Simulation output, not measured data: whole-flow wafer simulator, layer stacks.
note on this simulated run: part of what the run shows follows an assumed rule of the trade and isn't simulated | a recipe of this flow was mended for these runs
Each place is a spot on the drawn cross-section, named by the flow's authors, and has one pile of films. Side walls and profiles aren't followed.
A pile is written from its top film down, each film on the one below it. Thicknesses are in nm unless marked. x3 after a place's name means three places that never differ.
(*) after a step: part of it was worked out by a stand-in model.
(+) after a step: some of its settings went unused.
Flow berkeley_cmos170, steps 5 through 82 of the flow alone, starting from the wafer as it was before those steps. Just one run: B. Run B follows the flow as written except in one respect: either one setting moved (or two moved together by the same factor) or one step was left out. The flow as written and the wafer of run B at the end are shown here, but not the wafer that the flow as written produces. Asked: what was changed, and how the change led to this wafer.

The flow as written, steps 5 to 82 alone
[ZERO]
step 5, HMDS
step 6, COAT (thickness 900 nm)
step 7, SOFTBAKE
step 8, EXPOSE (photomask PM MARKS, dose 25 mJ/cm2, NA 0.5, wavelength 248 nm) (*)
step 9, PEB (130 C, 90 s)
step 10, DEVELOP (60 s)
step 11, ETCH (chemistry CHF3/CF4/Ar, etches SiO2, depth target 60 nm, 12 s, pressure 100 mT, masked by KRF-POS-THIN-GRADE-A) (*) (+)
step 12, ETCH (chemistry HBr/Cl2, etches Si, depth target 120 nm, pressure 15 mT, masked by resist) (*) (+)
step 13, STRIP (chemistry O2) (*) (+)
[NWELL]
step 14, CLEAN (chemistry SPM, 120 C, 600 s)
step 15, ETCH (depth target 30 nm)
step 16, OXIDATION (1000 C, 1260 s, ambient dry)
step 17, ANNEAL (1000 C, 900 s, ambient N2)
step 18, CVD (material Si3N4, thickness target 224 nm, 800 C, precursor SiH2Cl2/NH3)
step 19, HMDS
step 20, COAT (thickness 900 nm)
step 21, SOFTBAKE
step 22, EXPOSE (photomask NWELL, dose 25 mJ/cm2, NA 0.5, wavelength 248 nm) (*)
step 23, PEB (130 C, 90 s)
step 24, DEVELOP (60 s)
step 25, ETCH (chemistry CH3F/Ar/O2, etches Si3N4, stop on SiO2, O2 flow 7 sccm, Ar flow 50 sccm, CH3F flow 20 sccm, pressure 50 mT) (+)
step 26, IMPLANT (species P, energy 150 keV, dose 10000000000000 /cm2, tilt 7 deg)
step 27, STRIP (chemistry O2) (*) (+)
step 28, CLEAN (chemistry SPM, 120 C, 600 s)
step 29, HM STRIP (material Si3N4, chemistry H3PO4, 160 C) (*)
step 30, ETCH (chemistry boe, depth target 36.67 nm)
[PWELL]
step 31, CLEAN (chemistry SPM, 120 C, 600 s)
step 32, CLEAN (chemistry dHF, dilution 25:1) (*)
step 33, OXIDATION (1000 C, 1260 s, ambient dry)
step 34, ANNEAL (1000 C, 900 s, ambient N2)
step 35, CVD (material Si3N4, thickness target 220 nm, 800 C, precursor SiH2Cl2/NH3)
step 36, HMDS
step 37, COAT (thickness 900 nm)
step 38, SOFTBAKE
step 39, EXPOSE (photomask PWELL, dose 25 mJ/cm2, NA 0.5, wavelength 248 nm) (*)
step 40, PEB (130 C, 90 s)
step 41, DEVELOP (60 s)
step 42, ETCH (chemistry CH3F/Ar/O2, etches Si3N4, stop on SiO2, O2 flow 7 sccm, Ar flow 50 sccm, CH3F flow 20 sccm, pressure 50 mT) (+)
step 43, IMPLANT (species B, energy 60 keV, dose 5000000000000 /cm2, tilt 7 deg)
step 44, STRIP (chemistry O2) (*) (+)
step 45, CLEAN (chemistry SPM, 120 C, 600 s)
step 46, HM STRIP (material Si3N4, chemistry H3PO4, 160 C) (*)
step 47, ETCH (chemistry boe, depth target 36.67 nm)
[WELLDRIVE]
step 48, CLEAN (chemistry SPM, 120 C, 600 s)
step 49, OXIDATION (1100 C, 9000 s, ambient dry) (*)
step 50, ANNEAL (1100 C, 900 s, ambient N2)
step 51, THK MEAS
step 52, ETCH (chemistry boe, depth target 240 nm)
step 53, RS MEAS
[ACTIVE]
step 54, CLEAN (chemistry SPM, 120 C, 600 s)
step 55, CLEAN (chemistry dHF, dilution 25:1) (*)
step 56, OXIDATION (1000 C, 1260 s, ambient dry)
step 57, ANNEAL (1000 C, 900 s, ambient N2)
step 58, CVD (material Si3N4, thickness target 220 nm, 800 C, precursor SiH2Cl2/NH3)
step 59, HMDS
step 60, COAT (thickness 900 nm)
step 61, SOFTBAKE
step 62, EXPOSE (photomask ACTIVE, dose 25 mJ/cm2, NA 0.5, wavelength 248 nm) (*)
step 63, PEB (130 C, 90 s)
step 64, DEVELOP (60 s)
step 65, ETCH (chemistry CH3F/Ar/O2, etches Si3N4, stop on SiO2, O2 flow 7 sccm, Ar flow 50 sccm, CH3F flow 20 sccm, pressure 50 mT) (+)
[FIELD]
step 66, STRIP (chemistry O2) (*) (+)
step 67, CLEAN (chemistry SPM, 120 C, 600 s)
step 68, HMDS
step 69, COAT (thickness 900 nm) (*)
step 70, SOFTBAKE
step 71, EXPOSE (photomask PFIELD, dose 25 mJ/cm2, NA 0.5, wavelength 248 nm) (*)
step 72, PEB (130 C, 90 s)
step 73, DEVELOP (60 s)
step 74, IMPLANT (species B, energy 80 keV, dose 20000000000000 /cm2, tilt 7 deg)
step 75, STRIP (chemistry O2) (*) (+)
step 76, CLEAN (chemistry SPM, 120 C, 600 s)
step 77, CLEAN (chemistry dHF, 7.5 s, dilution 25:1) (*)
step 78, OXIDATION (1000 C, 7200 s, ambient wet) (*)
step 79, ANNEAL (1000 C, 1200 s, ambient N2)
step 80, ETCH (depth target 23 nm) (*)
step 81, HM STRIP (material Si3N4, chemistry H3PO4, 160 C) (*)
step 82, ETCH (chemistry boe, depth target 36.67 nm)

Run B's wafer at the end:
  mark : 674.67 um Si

Cause: step 12, ETCH: depth target 192 nm was run, though the flow has depth target 120 nm.

Step by step, how the change led to this:
  step 12, ETCH (chemistry HBr/Cl2, etches Si, depth target 120 nm, pressure 15 mT, masked by resist) (*) (+)
      field, sd_n, spacer_n and 9 more: KrF-resist loses 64 (it would be, as written: KrF-resist loses 40)
      mark: Si loses 192 (it would be, as written: Si loses 120)
  step 13, STRIP (chemistry O2) (*) (+)
      field, sd_n, spacer_n and 9 more: KrF-resist loses 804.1 (all of it) (it would be, as written: KrF-resist loses 828.1 (all of it))
